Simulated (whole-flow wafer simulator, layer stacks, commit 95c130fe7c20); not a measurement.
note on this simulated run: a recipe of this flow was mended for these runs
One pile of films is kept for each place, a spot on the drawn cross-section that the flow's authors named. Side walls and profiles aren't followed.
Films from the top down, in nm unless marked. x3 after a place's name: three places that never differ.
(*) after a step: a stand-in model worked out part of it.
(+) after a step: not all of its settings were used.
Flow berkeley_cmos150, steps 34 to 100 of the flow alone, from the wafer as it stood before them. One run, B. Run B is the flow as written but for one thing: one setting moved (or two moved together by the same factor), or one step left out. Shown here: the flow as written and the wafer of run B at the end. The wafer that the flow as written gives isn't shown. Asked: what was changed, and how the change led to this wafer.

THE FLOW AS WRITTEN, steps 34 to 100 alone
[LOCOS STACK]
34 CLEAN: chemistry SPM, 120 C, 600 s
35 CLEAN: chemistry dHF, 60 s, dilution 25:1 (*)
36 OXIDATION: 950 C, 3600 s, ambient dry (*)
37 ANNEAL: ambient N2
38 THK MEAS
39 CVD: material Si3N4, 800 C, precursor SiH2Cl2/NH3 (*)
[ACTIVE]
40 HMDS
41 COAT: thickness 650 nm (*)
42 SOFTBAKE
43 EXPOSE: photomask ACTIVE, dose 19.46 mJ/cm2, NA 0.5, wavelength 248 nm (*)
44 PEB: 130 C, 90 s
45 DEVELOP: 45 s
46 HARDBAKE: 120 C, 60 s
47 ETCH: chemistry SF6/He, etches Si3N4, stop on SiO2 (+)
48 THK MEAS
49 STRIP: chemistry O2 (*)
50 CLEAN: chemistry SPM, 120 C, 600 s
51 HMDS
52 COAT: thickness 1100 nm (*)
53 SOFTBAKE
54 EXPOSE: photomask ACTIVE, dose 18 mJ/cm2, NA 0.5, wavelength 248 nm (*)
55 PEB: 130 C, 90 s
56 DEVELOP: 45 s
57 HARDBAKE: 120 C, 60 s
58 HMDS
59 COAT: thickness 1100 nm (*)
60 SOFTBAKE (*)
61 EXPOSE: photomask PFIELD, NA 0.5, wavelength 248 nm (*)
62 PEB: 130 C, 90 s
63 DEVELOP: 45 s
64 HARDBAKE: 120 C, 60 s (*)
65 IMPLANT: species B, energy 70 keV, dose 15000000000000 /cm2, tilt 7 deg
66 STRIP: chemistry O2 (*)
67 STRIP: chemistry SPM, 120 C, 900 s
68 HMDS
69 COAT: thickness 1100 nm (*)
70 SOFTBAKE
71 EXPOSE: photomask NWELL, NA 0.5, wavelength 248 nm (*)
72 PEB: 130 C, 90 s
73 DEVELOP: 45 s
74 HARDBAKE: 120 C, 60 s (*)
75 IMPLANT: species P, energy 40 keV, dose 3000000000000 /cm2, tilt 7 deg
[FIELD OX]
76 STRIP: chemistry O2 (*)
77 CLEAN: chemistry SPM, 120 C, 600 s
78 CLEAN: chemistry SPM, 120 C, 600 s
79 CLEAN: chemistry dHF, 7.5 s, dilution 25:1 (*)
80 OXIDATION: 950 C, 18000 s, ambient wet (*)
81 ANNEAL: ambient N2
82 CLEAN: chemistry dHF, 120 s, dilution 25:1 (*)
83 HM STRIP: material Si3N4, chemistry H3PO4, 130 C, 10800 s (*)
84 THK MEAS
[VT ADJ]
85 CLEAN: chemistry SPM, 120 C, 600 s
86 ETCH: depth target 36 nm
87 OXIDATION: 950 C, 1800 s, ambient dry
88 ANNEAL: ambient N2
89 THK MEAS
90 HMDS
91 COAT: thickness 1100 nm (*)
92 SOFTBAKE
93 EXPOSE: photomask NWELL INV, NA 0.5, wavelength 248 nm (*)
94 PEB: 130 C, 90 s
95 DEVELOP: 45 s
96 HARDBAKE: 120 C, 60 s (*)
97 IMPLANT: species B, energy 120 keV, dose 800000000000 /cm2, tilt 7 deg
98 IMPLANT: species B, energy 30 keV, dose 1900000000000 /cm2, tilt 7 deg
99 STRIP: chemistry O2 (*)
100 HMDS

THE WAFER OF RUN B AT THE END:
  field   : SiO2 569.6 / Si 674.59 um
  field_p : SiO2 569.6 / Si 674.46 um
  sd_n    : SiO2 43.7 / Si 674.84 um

The cause: step 86, ETCH: depth target 32 nm was run, where the flow has depth target 36 nm.

How the change led to this, step by step:
  86 ETCH: depth target 36 nm
      field, field_p, sd_n: SiO2 -32 (as written it would be: SiO2 -36)
  87 OXIDATION: 950 C, 1800 s, ambient dry
      sd_n: SiO2 +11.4, Si -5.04 (as written it would be: SiO2 +12.1, Si -5.32)
